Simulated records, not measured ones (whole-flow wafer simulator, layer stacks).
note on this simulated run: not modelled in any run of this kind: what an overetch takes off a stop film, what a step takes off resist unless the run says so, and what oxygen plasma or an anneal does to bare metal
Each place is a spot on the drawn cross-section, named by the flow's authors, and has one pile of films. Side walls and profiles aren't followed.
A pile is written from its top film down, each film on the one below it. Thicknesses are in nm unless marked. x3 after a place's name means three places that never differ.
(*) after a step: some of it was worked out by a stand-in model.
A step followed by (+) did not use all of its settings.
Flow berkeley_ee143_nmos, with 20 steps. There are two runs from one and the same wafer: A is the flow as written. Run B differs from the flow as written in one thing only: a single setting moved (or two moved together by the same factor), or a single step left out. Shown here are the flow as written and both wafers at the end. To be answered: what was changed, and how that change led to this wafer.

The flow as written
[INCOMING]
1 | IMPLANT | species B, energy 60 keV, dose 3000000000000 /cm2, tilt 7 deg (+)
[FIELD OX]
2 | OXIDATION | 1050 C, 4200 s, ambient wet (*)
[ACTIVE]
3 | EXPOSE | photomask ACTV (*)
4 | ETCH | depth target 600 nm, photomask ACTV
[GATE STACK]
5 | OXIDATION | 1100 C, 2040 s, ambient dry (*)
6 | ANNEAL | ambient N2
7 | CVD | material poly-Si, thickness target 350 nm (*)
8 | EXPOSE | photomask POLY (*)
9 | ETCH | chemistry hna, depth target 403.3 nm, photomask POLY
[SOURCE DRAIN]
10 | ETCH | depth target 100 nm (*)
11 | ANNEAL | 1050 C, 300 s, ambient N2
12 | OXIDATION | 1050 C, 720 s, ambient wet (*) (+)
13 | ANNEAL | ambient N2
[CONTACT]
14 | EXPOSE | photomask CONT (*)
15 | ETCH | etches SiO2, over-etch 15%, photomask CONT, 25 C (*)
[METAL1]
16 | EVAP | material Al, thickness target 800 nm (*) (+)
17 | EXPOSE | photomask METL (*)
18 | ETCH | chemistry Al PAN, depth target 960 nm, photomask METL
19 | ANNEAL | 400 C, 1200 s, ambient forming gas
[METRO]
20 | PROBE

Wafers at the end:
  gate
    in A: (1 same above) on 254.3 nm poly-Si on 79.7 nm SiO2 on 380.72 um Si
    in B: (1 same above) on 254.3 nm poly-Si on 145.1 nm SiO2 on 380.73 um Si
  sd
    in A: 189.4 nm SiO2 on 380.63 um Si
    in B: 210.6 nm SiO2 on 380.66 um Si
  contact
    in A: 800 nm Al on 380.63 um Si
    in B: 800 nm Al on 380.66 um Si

The reason: step 4, ETCH: depth target 458 nm was run, though the flow has depth target 600 nm.

How this came from the change, step by step:
  4 | ETCH | depth target 600 nm, photomask ACTV
      gate, sd, contact: A SiO2 loses 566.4 (all of it) | B SiO2 loses 458
  5 | OXIDATION | 1100 C, 2040 s, ambient dry (*)
      gate, sd, contact: A SiO2 gains 79.7 (new film), Si loses 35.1 | B SiO2 gains 36.7, Si loses 16.1
  10 | ETCH | depth target 100 nm (*)
      sd, contact: A SiO2 loses 79.7 (all of it) | B SiO2 loses 100
  12 | OXIDATION | 1050 C, 720 s, ambient wet (*) (+)
      sd, contact: A SiO2 gains 189.4 (new film), Si loses 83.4 | B SiO2 gains 165.6, Si loses 72.9
  15 | ETCH | etches SiO2, over-etch 15%, photomask CONT, 25 C (*)
      contact: A SiO2 loses 189.4 (all of it) | B SiO2 loses 210.6 (all of it)
